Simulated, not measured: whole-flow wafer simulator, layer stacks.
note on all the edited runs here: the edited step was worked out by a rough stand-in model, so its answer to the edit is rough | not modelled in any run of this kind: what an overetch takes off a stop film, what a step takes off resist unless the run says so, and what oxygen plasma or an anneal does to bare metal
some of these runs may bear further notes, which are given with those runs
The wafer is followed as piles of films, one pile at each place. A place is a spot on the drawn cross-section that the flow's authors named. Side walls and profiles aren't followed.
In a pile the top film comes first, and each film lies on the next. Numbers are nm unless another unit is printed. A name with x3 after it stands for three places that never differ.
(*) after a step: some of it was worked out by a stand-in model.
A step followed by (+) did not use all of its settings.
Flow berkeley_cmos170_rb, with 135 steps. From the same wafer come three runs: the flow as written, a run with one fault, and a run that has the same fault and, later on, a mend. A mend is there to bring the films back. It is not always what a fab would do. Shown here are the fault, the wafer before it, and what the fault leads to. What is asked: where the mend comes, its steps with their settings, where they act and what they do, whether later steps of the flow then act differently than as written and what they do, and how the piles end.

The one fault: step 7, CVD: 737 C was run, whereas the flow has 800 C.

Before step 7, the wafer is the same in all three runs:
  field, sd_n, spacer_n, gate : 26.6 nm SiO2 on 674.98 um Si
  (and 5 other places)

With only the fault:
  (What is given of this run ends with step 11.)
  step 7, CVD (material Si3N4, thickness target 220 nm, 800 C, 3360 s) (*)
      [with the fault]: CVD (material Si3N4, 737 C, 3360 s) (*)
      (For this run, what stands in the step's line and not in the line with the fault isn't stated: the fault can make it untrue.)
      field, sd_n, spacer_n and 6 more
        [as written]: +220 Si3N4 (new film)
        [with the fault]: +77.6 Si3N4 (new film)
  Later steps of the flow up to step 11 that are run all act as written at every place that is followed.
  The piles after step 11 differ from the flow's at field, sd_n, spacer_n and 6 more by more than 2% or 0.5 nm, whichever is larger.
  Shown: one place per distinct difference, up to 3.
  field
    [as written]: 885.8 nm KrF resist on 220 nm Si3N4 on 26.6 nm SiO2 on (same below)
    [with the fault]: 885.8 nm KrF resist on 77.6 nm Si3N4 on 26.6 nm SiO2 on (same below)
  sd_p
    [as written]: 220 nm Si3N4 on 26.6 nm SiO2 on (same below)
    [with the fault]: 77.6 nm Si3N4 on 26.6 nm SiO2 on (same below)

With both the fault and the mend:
  After step 11 comes the mend.
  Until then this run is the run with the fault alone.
  step 11a, STRIP (*) (+)
      field, sd_n, spacer_n, gate, contact, m1
        -885.8 KrF resist (all of it)
  step 11b, CLEAN (*) (the flow's step 1 again)
      alters no film at any place that is followed
  step 11c, CVD (material Si3N4, thickness target 142.4 nm, 800 C, 2175 s) (*) (the flow's step 7 again, with other settings)
      field, sd_n, spacer_n and 6 more
        +142.4 Si3N4
  step 11d, COAT (KrF resist, thickness 900 nm) (the flow's step 8 again)
      field, sd_n, spacer_n and 6 more
        +900 KrF resist (new film)
  step 11e, EXPOSE (photomask NWELL) (the flow's step 9 again)
      alters no film at any place that is followed
  step 11f, PEB (130 C, 60 s) (*) (the flow's step 10 again)
      alters no film at any place that is followed
  step 11g, DEVELOP (developer developer-D-0.26N, 45 s) (the flow's step 11 again)
      field, sd_n, spacer_n, gate, contact, m1
        -14.2 KrF resist
      sd_p, spacer_p, gate_p
        -900 KrF resist (all of it)
  Later steps of the flow that are run all act as written at every place that is followed.
  At every place that both follow, the piles at the end match the flow's.
